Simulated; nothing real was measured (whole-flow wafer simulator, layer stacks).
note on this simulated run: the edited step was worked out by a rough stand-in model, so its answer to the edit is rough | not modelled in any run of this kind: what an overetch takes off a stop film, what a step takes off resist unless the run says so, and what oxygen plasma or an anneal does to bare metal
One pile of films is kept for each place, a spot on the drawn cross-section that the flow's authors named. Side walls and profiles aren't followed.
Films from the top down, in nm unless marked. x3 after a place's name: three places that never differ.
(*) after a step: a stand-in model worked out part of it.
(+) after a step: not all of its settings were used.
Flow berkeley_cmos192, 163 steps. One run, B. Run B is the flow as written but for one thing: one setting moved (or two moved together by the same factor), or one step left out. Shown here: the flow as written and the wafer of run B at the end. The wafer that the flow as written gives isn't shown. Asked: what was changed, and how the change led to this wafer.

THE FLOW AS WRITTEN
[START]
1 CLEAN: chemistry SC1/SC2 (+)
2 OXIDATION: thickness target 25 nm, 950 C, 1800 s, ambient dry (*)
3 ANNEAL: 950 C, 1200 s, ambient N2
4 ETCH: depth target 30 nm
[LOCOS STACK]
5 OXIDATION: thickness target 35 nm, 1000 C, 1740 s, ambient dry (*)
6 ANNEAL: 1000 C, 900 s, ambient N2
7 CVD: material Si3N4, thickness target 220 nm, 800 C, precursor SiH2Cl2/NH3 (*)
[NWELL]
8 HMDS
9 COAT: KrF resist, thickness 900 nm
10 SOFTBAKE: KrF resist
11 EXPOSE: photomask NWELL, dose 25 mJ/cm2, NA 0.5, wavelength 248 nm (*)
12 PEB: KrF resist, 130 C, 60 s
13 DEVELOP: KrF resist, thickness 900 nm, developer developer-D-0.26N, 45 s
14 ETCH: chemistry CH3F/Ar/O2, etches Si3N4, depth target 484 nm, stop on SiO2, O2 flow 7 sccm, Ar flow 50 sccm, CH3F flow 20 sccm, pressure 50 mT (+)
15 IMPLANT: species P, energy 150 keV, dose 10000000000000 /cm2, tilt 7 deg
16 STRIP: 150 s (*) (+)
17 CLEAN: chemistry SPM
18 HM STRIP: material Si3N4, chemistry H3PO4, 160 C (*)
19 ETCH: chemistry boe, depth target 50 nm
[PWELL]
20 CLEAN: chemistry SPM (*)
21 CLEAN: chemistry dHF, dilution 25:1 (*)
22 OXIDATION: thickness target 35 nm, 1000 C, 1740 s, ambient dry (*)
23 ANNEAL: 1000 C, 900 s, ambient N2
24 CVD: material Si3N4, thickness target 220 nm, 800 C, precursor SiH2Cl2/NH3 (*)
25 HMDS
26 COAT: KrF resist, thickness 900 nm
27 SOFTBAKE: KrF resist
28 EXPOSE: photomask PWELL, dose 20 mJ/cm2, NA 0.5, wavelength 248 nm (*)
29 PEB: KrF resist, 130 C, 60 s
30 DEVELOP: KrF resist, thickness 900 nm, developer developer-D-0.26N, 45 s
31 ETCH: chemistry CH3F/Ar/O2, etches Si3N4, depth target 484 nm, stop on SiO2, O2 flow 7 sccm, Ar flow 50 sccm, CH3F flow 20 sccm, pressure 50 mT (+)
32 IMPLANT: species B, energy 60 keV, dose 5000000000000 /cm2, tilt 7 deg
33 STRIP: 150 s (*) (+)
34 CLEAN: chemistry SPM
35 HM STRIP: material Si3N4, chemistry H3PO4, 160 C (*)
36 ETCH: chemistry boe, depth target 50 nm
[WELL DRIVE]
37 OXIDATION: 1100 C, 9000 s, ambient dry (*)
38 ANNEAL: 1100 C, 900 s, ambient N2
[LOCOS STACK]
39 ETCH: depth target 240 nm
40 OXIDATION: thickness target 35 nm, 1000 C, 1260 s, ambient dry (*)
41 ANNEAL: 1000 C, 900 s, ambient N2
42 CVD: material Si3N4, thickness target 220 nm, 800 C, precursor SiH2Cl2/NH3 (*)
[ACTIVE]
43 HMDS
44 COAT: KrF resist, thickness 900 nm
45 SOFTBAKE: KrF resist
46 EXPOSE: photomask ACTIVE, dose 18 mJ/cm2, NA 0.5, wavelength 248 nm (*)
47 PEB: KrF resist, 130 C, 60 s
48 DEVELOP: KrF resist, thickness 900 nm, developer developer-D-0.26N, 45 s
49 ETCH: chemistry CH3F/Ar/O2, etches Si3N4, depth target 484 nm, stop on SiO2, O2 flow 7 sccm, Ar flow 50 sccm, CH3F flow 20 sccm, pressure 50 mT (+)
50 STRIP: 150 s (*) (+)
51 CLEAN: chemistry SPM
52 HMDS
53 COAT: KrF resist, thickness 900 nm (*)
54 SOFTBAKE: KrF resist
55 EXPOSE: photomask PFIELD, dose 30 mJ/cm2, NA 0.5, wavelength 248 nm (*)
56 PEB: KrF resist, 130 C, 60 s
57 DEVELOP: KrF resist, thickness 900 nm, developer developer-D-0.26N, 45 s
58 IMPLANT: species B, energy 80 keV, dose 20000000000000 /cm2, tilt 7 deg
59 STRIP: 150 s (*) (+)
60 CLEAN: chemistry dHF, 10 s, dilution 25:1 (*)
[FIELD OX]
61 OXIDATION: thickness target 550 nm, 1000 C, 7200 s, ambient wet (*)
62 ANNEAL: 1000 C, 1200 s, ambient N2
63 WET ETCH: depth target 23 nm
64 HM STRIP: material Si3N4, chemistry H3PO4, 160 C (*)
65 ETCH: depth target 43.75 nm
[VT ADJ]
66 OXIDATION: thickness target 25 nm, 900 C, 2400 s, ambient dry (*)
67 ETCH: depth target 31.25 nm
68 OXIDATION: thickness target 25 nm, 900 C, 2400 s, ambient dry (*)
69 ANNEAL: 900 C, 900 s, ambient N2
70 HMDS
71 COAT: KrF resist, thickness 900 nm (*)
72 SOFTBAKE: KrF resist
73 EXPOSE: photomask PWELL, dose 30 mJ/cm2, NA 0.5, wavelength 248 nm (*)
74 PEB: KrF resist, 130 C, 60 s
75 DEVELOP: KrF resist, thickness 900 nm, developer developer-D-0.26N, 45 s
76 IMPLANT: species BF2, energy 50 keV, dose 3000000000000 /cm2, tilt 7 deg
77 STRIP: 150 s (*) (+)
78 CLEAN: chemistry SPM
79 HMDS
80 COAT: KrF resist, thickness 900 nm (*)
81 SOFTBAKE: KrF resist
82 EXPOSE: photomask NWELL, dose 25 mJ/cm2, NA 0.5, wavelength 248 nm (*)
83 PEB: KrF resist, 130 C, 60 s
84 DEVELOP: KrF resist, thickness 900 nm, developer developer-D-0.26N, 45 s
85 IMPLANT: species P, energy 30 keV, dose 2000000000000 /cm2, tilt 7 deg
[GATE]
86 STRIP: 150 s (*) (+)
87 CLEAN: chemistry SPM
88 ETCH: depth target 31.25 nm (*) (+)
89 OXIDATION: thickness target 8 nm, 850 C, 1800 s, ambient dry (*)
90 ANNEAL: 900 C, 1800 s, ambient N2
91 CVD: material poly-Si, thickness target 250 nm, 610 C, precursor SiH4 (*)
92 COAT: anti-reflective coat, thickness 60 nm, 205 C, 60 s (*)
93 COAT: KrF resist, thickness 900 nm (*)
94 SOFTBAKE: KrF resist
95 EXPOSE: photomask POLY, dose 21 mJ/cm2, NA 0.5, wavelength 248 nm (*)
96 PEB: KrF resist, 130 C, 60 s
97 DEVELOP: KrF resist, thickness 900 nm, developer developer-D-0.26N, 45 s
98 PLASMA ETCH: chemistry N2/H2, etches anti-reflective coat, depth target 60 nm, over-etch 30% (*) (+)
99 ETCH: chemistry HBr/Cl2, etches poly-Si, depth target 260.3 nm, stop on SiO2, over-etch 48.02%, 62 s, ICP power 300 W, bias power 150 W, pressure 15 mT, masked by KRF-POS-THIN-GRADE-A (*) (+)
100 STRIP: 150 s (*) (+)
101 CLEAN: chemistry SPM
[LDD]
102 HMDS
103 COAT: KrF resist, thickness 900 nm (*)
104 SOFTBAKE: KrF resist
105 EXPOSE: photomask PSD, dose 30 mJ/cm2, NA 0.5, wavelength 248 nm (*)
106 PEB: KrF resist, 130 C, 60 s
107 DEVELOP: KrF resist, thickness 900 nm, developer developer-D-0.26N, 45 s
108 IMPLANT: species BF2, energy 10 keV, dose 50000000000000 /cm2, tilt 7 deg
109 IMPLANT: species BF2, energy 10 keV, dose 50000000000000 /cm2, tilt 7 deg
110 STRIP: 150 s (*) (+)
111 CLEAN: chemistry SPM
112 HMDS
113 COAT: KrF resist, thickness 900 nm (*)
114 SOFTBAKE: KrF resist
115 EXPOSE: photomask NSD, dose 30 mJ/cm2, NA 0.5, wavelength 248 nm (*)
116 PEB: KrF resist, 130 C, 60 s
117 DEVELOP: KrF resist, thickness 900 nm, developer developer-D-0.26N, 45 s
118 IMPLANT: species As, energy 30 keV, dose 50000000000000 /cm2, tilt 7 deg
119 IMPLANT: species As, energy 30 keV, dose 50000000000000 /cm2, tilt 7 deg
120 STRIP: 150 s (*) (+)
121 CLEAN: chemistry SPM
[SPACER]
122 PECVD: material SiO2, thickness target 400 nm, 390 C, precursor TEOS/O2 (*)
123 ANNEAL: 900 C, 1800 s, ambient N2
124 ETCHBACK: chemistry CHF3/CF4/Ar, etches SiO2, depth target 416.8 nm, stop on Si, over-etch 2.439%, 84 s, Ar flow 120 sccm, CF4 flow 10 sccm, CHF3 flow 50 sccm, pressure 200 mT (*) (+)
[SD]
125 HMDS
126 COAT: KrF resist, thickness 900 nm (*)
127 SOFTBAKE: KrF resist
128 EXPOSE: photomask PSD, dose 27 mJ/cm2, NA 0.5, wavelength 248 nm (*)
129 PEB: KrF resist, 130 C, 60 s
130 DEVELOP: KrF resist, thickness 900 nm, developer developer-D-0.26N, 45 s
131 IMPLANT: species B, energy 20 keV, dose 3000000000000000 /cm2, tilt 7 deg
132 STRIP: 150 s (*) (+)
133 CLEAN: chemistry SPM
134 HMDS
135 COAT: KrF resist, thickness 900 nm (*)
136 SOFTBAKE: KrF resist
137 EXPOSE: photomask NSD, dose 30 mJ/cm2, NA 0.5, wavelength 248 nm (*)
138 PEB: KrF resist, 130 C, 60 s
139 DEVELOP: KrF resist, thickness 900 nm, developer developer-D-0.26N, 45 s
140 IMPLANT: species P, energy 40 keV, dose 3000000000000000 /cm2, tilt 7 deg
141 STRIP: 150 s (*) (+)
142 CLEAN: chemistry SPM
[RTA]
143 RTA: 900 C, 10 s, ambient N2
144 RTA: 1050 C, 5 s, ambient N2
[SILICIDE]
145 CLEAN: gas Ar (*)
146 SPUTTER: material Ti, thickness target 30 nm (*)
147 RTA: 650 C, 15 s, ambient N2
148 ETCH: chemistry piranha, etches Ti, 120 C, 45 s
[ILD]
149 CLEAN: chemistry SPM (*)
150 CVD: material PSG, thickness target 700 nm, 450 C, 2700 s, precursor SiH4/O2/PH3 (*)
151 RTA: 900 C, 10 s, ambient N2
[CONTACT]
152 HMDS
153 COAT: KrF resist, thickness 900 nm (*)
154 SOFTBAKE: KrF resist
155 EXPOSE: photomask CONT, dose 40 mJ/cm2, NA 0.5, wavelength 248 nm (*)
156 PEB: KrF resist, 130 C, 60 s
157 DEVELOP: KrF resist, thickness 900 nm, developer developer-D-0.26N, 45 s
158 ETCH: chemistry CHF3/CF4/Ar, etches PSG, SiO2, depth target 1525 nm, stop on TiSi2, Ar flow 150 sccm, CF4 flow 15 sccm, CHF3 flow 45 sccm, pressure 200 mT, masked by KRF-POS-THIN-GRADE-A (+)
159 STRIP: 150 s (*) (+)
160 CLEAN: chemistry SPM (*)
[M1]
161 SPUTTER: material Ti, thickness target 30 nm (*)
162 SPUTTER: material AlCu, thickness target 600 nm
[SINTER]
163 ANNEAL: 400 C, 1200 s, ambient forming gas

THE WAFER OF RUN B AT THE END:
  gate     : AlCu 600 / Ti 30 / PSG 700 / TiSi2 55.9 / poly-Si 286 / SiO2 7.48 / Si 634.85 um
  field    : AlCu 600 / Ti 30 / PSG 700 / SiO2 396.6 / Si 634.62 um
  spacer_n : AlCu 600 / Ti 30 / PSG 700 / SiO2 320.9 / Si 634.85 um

The cause: step 91, CVD: thickness target 345 nm was run, where the flow has thickness target 250 nm.

How the change led to this, step by step:
  91 CVD: material poly-Si, thickness target 250 nm, 610 C, precursor SiH4 (*)
      field, sd_n, spacer_n and 6 more: poly-Si +345 (new film) (as written it would be: poly-Si +250 (new film))
  92 COAT: anti-reflective coat, thickness 60 nm, 205 C, 60 s (*)
      field: anti-reflective coat +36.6 (new film) (as written it would be: anti-reflective coat +35.3 (new film))
      sd_n: anti-reflective coat +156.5 (new film) (as written it would be: anti-reflective coat +152.4 (new film))
      (and at 1 more place)
  98 PLASMA ETCH: chemistry N2/H2, etches anti-reflective coat, depth target 60 nm, over-etch 30% (*) (+)
      field: anti-reflective coat -36.6 (all of it), poly-Si -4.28 (as written it would be: anti-reflective coat -35.3 (all of it), poly-Si -4.18)
      sd_n: anti-reflective coat -156.5 (all of it), poly-Si -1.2 (as written it would be: anti-reflective coat -152.4 (all of it), poly-Si -1.17)
      (and at 1 more place)
  99 ETCH: chemistry HBr/Cl2, etches poly-Si, depth target 260.3 nm, stop on SiO2, over-etch 48.02%, 62 s, ICP power 300 W, bias power 150 W, pressure 15 mT, masked by KRF-POS-THIN-GRADE-A (*) (+)
      field, spacer_n: poly-Si -340.7 (all of it), SiO2 -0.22 (as written it would be: poly-Si -245.8 (all of it), SiO2 -1.74)
      sd_n: poly-Si -343.8 (all of it), SiO2 -0.21 (as written it would be: poly-Si -248.8 (all of it), SiO2 -1.51)
      (and at 4 more places)
  103 COAT: KrF resist, thickness 900 nm (*)
      gate: KrF resist +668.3 (new film) (as written it would be: KrF resist +748 (new film))
      gate_p: KrF resist +664.4 (new film) (as written it would be: KrF resist +744.1 (new film))
  107 DEVELOP: KrF resist, thickness 900 nm, developer developer-D-0.26N, 45 s
      gate_p: KrF resist -663.4 (all of it) (as written it would be: KrF resist -742.9 (all of it))
  110 STRIP: 150 s (*) (+)
      gate: KrF resist -653.1 (all of it), chemical SiO2 +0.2, poly-Si -0.09 (as written it would be: KrF resist -732.7 (all of it), chemical SiO2 +0.2, poly-Si -0.09)
  113 COAT: KrF resist, thickness 900 nm (*)
      gate: KrF resist +668.2 (new film) (as written it would be: KrF resist +747.9 (new film))
      gate_p: KrF resist +664.3 (new film) (as written it would be: KrF resist +743.9 (new film))
  117 DEVELOP: KrF resist, thickness 900 nm, developer developer-D-0.26N, 45 s
      gate: KrF resist -667.2 (all of it) (as written it would be: KrF resist -746.8 (all of it))
  120 STRIP: 150 s (*) (+)
      gate_p: KrF resist -649.1 (all of it), chemical SiO2 +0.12, poly-Si -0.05 (as written it would be: KrF resist -728.6 (all of it), chemical SiO2 +0.12, poly-Si -0.05)
  124 ETCHBACK: chemistry CHF3/CF4/Ar, etches SiO2, depth target 416.8 nm, stop on Si, over-etch 2.439%, 84 s, Ar flow 120 sccm, CF4 flow 10 sccm, CHF3 flow 50 sccm, pressure 200 mT (*) (+)
      spacer_n: SiO2 -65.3 (as written it would be: SiO2 -160)
      spacer_p: SiO2 -65.2 (as written it would be: SiO2 -159.9)
  126 COAT: KrF resist, thickness 900 nm (*)
      spacer_n: KrF resist +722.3 (new film) (as written it would be: KrF resist +791.6 (new film))
      gate: KrF resist +703.8 (new film) (as written it would be: KrF resist +771.5 (new film))
      (and at 2 more places)
  130 DEVELOP: KrF resist, thickness 900 nm, developer developer-D-0.26N, 45 s
      spacer_p: KrF resist -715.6 (all of it) (as written it would be: KrF resist -784.6 (all of it))
      gate_p: KrF resist -697 (all of it) (as written it would be: KrF resist -764.3 (all of it))
  132 STRIP: 150 s (*) (+)
      spacer_n: KrF resist -707 (all of it) (as written it would be: KrF resist -776.1 (all of it))
      gate: chemical SiO2 +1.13 (new film), KrF resist -688.6 (all of it), poly-Si -0.5 (as written it would be: chemical SiO2 +1.13 (new film), KrF resist -756.1 (all of it), poly-Si -0.5)
  135 COAT: KrF resist, thickness 900 nm (*)
      spacer_n: KrF resist +722.5 (new film) (as written it would be: KrF resist +791.1 (new film))
      gate: KrF resist +703.4 (new film) (as written it would be: KrF resist +770.3 (new film))
      (and at 2 more places)
  139 DEVELOP: KrF resist, thickness 900 nm, developer developer-D-0.26N, 45 s
      spacer_n: KrF resist -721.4 (all of it) (as written it would be: KrF resist -789.9 (all of it))
      gate: KrF resist -702.3 (all of it) (as written it would be: KrF resist -769.1 (all of it))
  ... 2 more steps ...
  159 STRIP: 150 s (*) (+)
      spacer_n: KrF resist -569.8 (all of it) (as written it would be: KrF resist -620.3 (all of it))
      gate: KrF resist -556 (all of it) (as written it would be: KrF resist -600.1 (all of it))
      (and at 3 more places)
